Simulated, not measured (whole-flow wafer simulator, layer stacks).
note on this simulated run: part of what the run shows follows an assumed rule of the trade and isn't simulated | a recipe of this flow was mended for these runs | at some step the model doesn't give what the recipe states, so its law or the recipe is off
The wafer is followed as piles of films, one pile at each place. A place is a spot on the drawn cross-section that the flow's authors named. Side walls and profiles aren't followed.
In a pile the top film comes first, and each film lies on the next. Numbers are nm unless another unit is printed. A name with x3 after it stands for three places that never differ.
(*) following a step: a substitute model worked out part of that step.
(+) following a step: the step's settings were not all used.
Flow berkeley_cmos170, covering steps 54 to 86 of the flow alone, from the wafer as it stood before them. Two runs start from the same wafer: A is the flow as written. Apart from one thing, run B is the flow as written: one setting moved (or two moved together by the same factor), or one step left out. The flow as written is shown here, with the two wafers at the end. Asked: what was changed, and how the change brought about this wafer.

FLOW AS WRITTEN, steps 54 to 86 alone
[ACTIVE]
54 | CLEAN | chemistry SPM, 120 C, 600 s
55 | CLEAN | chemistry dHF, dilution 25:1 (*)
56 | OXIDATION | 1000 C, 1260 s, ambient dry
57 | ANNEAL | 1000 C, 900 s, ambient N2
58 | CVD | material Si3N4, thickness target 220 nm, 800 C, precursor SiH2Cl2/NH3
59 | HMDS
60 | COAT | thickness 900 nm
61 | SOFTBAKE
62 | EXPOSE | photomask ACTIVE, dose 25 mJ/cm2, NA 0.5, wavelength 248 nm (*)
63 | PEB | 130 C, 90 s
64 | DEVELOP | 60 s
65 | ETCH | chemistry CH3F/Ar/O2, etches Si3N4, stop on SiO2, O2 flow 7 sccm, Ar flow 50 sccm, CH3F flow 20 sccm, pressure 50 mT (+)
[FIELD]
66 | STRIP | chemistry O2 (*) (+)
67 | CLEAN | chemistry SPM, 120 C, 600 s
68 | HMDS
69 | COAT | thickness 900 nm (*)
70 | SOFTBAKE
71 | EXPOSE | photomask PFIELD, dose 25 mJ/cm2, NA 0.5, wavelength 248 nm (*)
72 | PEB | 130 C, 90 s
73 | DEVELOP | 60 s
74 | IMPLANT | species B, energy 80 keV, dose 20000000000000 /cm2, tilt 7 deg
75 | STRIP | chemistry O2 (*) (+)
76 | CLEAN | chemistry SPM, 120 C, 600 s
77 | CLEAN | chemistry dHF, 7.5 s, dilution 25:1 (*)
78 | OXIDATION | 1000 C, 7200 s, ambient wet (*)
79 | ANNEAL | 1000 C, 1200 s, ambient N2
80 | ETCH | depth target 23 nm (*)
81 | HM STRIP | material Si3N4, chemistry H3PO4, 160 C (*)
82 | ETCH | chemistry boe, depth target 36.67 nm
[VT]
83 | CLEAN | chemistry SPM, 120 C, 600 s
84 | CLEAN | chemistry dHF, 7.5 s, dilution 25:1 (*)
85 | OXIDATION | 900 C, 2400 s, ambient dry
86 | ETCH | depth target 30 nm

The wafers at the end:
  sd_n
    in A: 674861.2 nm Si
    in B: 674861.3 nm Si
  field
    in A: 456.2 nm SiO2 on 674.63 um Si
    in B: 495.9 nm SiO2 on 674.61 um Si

Cause: step 58, CVD: thickness target 246 nm was run, whereas the flow has thickness target 220 nm; step 78, OXIDATION: 8064 s was run, where the flow has 7200 s.

The path from the change to this, step by step:
  58 | CVD | material Si3N4, thickness target 220 nm, 800 C, precursor SiH2Cl2/NH3
      field, mark, sd_n and 10 more: A Si3N4 gains 220 (new film) | B Si3N4 gains 246 (new film)
  65 | ETCH | chemistry CH3F/Ar/O2, etches Si3N4, stop on SiO2, O2 flow 7 sccm, Ar flow 50 sccm, CH3F flow 20 sccm, pressure 50 mT (+)
      mark, sd_n, spacer_n and 9 more: A KrF-resist loses 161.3 | B KrF-resist loses 178.7
      field: A Si3N4 loses 220 (all of it), SiO2 loses 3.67 | B Si3N4 loses 246 (all of it), SiO2 loses 3.67
  66 | STRIP | chemistry O2 (*) (+)
      mark, sd_n, spacer_n and 9 more: A KrF-resist loses 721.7 (all of it) | B KrF-resist loses 704.4 (all of it)
  78 | OXIDATION | 1000 C, 7200 s, ambient wet (*)
      sd_n, sd_p: A SiO2 gains 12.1 (new film), Si3N4 loses 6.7, SiO2 gains 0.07, Si loses 0.07 | B SiO2 gains 13.2 (new film), Si3N4 loses 7.3
      mark, spacer_n, gate_n and 7 more: A SiO2 gains 12.1 (new film), Si3N4 loses 6.7 | B SiO2 gains 13.2 (new film), Si3N4 loses 7.3
      (and at 1 other place as well)
  80 | ETCH | depth target 23 nm (*)
      mark, sd_n, spacer_n and 9 more: A SiO2 loses 12.1 (all of it), Si3N4 loses 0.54 | B SiO2 loses 13.2 (all of it), Si3N4 loses 0.49
  81 | HM STRIP | material Si3N4, chemistry H3PO4, 160 C (*)
      mark, sd_n, spacer_n and 9 more: A Si3N4 loses 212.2 (all of it), SiO2 loses 11.1 | B Si3N4 loses 237.7 (all of it), SiO2 loses 12.4
      field: A SiO2 loses 17.7 | B SiO2 loses 19.8
  82 | ETCH | chemistry boe, depth target 36.67 nm
      mark, sd_n, spacer_n and 9 more: A SiO2 loses 15.5 (all of it) | B SiO2 loses 14.1 (all of it)
